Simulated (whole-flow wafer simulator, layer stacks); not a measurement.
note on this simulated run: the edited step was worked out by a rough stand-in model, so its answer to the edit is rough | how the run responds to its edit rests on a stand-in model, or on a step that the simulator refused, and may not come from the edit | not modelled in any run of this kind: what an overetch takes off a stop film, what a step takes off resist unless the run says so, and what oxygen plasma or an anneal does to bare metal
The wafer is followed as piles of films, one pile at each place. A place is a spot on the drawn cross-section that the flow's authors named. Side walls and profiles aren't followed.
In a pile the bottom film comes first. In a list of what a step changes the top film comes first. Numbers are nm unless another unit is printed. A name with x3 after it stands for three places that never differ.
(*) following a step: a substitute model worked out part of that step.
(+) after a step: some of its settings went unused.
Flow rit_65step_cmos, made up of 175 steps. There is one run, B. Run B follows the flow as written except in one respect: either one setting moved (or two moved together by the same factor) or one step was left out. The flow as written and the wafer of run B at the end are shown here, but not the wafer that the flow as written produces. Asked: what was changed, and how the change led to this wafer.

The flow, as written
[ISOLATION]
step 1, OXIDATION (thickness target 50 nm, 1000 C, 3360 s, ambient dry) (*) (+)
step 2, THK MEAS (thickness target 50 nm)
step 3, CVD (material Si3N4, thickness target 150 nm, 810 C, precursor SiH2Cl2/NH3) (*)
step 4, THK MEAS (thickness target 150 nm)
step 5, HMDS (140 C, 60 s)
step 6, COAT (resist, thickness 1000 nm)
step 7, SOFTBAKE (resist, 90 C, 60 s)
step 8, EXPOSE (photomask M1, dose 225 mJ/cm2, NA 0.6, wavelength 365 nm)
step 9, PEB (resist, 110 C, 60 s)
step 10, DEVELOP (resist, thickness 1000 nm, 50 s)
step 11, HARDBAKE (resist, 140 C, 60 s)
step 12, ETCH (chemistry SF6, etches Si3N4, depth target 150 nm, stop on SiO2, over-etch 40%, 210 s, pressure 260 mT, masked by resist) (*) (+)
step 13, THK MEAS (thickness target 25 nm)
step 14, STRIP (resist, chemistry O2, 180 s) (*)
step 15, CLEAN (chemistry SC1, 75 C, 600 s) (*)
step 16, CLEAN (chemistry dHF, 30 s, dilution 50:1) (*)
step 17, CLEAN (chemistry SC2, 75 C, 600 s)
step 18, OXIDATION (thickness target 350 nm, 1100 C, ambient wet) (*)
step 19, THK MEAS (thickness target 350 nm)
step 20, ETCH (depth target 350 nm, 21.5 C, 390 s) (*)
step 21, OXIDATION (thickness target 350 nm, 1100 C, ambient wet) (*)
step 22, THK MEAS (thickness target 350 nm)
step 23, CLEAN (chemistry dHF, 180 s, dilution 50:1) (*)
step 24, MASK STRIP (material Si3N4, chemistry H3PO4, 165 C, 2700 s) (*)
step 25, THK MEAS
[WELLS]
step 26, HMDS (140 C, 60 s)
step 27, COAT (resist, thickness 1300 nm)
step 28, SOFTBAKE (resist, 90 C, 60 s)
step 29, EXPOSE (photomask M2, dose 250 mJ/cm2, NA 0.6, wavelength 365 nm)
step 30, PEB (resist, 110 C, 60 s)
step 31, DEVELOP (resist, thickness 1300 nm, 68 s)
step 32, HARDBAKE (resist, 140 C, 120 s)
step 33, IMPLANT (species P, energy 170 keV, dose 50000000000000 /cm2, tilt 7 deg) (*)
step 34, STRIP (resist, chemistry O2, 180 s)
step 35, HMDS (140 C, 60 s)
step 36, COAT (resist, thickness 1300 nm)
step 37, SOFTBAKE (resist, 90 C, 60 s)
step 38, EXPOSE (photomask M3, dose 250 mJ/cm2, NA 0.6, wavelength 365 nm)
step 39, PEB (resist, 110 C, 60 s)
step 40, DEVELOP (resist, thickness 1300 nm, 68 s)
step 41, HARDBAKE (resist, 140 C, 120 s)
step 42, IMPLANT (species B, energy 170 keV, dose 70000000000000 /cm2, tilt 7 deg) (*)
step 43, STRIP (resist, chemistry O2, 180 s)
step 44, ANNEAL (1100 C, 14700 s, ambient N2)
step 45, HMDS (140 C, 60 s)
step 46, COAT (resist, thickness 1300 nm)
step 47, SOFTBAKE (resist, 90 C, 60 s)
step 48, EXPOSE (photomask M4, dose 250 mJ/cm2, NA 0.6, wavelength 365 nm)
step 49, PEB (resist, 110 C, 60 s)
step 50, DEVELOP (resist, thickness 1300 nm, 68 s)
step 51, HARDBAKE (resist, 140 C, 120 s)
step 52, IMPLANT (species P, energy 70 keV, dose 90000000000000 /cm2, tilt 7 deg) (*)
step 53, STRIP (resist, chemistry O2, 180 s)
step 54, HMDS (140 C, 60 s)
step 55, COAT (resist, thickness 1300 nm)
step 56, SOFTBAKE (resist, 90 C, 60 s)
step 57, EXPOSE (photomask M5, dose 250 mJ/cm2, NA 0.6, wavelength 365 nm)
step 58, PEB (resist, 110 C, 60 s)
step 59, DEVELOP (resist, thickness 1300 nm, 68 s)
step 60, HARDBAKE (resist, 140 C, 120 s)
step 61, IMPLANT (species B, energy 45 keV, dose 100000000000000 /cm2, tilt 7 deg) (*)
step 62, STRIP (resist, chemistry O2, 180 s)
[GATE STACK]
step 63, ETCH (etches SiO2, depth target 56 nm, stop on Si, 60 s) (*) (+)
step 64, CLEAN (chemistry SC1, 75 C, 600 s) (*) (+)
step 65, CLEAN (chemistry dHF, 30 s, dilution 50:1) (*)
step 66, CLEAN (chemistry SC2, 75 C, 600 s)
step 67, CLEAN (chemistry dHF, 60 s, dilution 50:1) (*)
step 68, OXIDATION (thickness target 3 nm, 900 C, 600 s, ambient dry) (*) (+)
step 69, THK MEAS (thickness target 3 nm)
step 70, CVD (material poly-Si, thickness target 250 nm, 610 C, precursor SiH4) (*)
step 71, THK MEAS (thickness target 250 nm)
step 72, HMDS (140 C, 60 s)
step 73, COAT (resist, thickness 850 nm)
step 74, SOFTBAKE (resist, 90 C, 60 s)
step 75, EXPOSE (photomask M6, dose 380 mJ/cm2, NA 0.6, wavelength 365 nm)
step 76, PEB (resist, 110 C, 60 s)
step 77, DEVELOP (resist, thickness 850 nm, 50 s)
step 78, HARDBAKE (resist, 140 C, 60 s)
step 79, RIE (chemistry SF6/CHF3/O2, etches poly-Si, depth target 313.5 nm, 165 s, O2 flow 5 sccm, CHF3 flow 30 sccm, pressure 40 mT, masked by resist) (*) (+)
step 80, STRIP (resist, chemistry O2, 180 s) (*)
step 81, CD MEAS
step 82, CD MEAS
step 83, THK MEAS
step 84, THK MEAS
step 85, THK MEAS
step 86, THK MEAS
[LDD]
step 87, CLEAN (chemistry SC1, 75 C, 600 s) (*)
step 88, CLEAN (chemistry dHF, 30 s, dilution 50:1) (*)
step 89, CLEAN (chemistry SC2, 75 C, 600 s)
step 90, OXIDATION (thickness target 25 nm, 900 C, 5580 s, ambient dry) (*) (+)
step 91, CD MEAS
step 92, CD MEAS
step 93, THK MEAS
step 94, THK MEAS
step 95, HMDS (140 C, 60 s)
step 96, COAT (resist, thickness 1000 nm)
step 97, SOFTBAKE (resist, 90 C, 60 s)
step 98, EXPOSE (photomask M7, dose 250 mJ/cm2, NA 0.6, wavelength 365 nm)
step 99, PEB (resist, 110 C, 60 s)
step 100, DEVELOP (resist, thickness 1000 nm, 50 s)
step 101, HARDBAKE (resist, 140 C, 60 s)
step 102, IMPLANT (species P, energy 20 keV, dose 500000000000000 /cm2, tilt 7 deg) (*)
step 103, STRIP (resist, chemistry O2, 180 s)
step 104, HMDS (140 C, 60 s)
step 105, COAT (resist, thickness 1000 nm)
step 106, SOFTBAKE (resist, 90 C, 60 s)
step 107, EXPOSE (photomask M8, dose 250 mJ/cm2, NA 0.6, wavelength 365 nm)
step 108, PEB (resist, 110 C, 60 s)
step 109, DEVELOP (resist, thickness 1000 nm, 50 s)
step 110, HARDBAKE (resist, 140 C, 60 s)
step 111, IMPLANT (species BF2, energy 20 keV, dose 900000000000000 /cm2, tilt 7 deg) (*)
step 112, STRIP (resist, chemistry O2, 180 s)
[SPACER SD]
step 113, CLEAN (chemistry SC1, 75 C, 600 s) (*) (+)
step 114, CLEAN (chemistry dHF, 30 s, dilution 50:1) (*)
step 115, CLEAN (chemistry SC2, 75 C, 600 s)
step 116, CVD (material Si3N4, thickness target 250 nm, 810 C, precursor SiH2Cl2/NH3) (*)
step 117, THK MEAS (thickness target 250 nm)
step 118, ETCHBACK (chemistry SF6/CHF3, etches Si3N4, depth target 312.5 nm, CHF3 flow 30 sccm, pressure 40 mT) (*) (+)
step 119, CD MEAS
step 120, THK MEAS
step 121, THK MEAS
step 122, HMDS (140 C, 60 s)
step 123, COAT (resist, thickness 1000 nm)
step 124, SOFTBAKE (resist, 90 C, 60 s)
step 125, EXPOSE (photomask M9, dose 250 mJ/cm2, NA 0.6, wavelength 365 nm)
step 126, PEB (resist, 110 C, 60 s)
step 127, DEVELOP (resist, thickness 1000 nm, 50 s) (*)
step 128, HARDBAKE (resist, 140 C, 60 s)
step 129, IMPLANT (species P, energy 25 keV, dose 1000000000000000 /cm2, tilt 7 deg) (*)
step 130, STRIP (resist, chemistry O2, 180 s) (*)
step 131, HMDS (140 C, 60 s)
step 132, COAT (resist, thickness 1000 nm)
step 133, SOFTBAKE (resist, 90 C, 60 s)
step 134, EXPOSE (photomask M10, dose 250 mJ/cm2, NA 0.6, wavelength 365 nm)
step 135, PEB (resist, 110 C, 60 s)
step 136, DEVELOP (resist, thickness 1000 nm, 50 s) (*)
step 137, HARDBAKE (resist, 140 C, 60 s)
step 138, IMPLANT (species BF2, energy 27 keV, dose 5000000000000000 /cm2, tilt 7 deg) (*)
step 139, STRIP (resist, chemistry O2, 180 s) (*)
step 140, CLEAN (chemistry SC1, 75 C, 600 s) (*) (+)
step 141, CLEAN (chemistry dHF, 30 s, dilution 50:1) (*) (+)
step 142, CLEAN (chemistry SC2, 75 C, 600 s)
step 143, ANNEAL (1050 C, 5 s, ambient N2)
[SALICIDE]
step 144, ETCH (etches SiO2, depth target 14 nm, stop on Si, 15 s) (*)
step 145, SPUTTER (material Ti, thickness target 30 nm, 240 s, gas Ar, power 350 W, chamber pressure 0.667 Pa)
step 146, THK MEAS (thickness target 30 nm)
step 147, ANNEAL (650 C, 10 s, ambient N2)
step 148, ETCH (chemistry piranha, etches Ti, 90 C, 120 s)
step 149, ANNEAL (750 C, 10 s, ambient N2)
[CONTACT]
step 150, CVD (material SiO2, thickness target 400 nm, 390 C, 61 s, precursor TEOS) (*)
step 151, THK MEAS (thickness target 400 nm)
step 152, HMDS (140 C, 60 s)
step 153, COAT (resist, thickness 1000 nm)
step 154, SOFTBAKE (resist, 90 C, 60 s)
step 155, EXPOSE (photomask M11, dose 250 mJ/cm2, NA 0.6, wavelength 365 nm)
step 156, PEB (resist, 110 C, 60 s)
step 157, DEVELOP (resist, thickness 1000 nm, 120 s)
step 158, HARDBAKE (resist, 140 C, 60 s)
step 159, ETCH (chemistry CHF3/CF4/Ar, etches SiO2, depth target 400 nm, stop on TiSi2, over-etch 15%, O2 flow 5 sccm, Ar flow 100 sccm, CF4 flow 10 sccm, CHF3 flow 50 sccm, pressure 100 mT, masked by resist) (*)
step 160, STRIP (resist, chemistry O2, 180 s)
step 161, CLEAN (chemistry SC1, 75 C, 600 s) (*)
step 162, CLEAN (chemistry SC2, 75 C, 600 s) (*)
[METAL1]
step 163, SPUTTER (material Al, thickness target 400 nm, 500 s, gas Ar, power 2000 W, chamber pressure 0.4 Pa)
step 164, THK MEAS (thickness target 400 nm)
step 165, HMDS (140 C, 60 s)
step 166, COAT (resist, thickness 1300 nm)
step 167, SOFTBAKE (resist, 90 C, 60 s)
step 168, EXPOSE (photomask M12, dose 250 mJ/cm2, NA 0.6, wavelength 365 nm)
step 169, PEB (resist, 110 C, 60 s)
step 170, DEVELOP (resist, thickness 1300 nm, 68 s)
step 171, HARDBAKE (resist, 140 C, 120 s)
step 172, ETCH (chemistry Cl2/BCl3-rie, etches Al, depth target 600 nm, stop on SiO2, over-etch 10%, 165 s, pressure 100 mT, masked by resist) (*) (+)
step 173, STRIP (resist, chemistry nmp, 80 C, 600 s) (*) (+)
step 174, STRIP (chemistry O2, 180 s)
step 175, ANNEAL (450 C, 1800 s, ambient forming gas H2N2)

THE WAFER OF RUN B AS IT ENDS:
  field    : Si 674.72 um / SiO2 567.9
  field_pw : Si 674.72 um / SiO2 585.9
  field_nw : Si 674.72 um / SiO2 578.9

Cause: step 20, ETCH: 215 s was run, whereas the flow has 390 s.

How this came from the change, step by step:
  step 20, ETCH (depth target 350 nm, 21.5 C, 390 s) (*)
      field, field_p: SiO2 loses 210 (in the flow as written it would be: SiO2 loses 351.3 (all of it), Si loses 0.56)
      field_pw, field_nw: SiO2 loses 210 (in the flow as written it would be: SiO2 loses 355.4 (all of it), Si loses 0.49)
      (also at 10 further places)
  step 21, OXIDATION (thickness target 350 nm, 1100 C, ambient wet) (*)
      field, field_p: SiO2 gains 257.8, Si loses 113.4 (in the flow as written it would be: SiO2 gains 350 (new film), Si loses 154)
      field_pw, field_nw: SiO2 gains 255.7, Si loses 112.5 (in the flow as written it would be: SiO2 gains 350 (new film), Si loses 154)
  step 27, COAT (resist, thickness 1300 nm)
      field_pw, field_nw: resist gains 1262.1 (new film) (in the flow as written it would be: resist gains 1313 (new film))
      field: resist gains 1249.5 (new film) (in the flow as written it would be: resist gains 1315.7 (new film))
      (also at 1 further place)
  step 30, PEB (resist, 110 C, 60 s)
      field, field_p: resist loses 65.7 (in the flow as written it would be: resist loses 69.2)
      field_pw, field_nw: resist loses 66.4 (in the flow as written it would be: resist loses 69.1)
  step 31, DEVELOP (resist, thickness 1300 nm, 68 s)
      field_nw: resist loses 1195.8 (all of it) (in the flow as written it would be: resist loses 1243.9 (all of it))
      field_p: resist loses 1184 (all of it) (in the flow as written it would be: resist loses 1246.4 (all of it))
  step 32, HARDBAKE (resist, 140 C, 120 s)
      field: resist loses 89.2 (in the flow as written it would be: resist loses 94)
      field_pw: resist loses 90.1 (in the flow as written it would be: resist loses 93.8)
  step 34, STRIP (resist, chemistry O2, 180 s)
      field: resist loses 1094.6 (all of it) (in the flow as written it would be: resist loses 1152.5 (all of it))
      field_pw: resist loses 1105.6 (all of it) (in the flow as written it would be: resist loses 1150.2 (all of it))
  step 36, COAT (resist, thickness 1300 nm)
      field_pw, field_nw: resist gains 1262.1 (new film) (in the flow as written it would be: resist gains 1313 (new film))
      field: resist gains 1249.5 (new film) (in the flow as written it would be: resist gains 1315.7 (new film))
      (also at 1 further place)
  step 39, PEB (resist, 110 C, 60 s)
      field, field_p: resist loses 65.7 (in the flow as written it would be: resist loses 69.2)
      field_pw, field_nw: resist loses 66.4 (in the flow as written it would be: resist loses 69.1)
  step 40, DEVELOP (resist, thickness 1300 nm, 68 s)
      field: resist loses 1183.8 (all of it) (in the flow as written it would be: resist loses 1246.5 (all of it))
      field_pw: resist loses 1195.8 (all of it) (in the flow as written it would be: resist loses 1243.9 (all of it))
  step 41, HARDBAKE (resist, 140 C, 120 s)
      field_nw: resist loses 90.1 (in the flow as written it would be: resist loses 93.8)
      field_p: resist loses 89.2 (in the flow as written it would be: resist loses 94)
  step 43, STRIP (resist, chemistry O2, 180 s)
      field_nw: resist loses 1105.6 (all of it) (in the flow as written it would be: resist loses 1150.2 (all of it))
      field_p: resist loses 1094.7 (all of it) (in the flow as written it would be: resist loses 1152.5 (all of it))
  step 46, COAT (resist, thickness 1300 nm)
      field_pw, field_nw: resist gains 1262.1 (new film) (in the flow as written it would be: resist gains 1313 (new film))
      field: resist gains 1249.5 (new film) (in the flow as written it would be: resist gains 1315.7 (new film))
      (also at 1 further place)
  step 49, PEB (resist, 110 C, 60 s)
      field, field_p: resist loses 65.7 (in the flow as written it would be: resist loses 69.2)
      field_pw, field_nw: resist loses 66.4 (in the flow as written it would be: resist loses 69.1)
  step 50, DEVELOP (resist, thickness 1300 nm, 68 s)
      field_nw: resist loses 1195.8 (all of it) (in the flow as written it would be: resist loses 1243.9 (all of it))
      field_p: resist loses 1184 (all of it) (in the flow as written it would be: resist loses 1246.4 (all of it))
  step 51, HARDBAKE (resist, 140 C, 120 s)
      field: resist loses 89.2 (in the flow as written it would be: resist loses 94)
      field_pw: resist loses 90.1 (in the flow as written it would be: resist loses 93.8)
  ... 36 further steps ...
  step 170, DEVELOP (resist, thickness 1300 nm, 68 s)
      field: resist loses 1249.5 (all of it) (in the flow as written it would be: resist loses 1316.6 (all of it))
      field_pw: resist loses 1235.9 (all of it) (in the flow as written it would be: resist loses 1285.5 (all of it))
      (also at 2 further places)
